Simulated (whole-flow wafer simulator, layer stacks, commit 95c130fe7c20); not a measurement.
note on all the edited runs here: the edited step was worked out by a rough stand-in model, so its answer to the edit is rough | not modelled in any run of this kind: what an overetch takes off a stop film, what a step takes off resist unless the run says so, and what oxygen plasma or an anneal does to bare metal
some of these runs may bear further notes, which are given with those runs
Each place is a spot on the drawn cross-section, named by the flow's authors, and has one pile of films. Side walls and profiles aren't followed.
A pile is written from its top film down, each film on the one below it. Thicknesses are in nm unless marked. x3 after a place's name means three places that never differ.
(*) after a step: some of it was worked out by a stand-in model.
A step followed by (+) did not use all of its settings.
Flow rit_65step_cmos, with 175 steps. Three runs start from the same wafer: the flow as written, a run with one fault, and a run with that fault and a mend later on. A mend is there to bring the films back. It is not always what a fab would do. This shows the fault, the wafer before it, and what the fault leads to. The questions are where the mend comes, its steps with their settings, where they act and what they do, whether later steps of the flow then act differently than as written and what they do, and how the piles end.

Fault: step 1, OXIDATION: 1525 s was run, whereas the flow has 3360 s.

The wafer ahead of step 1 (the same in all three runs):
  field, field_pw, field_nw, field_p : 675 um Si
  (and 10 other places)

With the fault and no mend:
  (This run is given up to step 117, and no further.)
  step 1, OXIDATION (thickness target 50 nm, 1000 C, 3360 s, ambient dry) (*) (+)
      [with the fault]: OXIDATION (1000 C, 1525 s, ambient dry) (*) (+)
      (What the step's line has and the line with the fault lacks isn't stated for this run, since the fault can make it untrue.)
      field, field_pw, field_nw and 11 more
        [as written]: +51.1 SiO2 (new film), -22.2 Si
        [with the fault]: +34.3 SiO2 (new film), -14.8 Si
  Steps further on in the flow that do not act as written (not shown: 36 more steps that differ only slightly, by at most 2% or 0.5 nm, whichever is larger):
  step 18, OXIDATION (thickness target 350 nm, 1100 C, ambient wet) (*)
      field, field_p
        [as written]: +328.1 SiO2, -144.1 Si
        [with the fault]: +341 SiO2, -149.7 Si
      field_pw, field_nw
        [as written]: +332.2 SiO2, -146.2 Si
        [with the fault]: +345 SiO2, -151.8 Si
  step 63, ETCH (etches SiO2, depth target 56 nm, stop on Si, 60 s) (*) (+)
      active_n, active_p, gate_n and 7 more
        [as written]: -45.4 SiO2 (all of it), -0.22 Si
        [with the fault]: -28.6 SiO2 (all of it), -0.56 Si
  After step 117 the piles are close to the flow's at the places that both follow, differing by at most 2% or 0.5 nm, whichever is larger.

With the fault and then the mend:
  The mend follows step 2.
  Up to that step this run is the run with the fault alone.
  step 2a, ETCH (depth target 39 nm, 21.5 C, 44 s)
      field, field_pw, field_nw and 11 more
        -34.3 SiO2 (all of it)
  step 2b, CLEAN (chemistry SC2, 75 C, 600 s)
      field, field_pw, field_nw and 11 more
        +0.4 chemical SiO2 (new film), -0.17 Si
  step 2c, OXIDATION (1000 C, 3360 s, ambient dry) (*) (the flow's step 1, run once more with other settings)
      field, field_pw, field_nw and 11 more
        +51 SiO2 (new film), -0.4 chemical SiO2 (all of it), -22.3 Si
  Steps further on in the flow that do not act as written (not shown: 17 more steps that differ only slightly, by at most 2% or 0.5 nm, whichever is larger):
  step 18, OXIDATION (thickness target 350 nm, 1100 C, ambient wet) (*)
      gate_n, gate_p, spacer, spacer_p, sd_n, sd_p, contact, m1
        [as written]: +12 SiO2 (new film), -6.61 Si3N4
        [with the mend]: +12 SiO2 (new film), -6.61 Si3N4, +0.03 SiO2
  At the end the piles are close to the flow's at the places that both follow, differing by at most 2% or 0.5 nm, whichever is larger.
